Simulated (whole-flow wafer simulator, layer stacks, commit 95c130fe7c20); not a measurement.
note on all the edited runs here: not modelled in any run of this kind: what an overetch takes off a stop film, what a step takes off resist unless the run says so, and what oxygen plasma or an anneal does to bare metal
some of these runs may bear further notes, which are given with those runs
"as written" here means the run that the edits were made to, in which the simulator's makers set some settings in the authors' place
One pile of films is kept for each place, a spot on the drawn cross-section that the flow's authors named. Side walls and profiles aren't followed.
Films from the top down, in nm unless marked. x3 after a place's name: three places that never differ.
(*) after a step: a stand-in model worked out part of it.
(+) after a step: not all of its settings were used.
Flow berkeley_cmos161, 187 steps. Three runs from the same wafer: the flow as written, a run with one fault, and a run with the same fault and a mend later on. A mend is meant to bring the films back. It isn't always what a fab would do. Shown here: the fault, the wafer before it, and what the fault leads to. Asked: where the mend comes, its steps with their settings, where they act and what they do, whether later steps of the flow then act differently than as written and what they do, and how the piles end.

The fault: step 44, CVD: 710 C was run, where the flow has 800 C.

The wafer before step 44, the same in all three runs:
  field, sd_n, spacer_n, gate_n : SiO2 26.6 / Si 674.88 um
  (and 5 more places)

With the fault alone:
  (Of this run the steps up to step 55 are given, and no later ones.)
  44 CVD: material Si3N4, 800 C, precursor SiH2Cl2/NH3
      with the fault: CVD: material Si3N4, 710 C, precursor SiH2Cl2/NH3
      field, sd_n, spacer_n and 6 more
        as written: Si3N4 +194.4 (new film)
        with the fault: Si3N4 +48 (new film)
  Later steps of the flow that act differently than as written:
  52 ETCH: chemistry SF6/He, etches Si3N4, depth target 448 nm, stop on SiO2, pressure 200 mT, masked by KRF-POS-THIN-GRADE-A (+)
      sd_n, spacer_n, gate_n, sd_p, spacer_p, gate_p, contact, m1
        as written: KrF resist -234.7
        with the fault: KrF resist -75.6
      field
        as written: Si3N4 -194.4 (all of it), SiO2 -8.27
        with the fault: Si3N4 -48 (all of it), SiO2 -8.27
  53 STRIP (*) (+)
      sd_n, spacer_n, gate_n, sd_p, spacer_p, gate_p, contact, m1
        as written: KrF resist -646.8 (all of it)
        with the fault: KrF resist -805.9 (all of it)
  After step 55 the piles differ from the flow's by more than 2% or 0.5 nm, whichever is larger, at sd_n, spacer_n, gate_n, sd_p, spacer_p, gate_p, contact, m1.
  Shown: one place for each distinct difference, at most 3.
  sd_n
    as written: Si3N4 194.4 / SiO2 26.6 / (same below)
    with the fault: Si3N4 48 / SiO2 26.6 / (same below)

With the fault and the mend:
  The mend comes after step 44.
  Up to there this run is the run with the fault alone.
  44a ETCH: chemistry h3po4, depth target 55.25 nm
      field, sd_n, spacer_n and 6 more
        Si3N4 -48 (all of it)
  44b CLEAN: chemistry SPM (the flow's step 36 once more)
      changes no film at any place that is followed
  44c CVD: material Si3N4, 800 C, precursor SiH2Cl2/NH3 (the flow's step 44 once more)
      field, sd_n, spacer_n and 6 more
        Si3N4 +194.4 (new film)
  No later step of the flow acts differently than as written at any place that is followed.
  At the end the piles are the same as the flow's at every place that both follow.
